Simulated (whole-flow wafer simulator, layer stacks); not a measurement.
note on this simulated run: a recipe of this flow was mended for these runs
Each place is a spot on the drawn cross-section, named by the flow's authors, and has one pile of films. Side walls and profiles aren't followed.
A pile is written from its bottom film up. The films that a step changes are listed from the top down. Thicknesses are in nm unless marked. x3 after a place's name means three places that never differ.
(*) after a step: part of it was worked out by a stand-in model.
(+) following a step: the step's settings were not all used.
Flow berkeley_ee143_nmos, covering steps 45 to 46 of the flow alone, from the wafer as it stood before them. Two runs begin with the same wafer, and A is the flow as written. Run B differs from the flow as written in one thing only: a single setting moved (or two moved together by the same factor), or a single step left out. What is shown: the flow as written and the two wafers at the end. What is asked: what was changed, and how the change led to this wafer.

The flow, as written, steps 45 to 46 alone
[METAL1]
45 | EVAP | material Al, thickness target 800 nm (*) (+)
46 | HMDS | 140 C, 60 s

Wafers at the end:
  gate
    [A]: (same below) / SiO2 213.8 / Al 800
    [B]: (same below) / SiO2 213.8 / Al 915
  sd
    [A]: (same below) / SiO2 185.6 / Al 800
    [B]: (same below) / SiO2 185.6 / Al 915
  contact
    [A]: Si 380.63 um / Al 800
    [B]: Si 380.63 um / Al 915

Cause: step 45, EVAP: thickness target 915 nm was run, while the flow as written has thickness target 800 nm.
The wafer itself shows it: gate has Al 915, and step 45 as written asks for 800 nm.

Step by step, how the change led to this:
  45 | EVAP | material Al, thickness target 800 nm (*) (+)
      gate, sd, contact, field: A +800 Al (new film) | B +915 Al (new film)
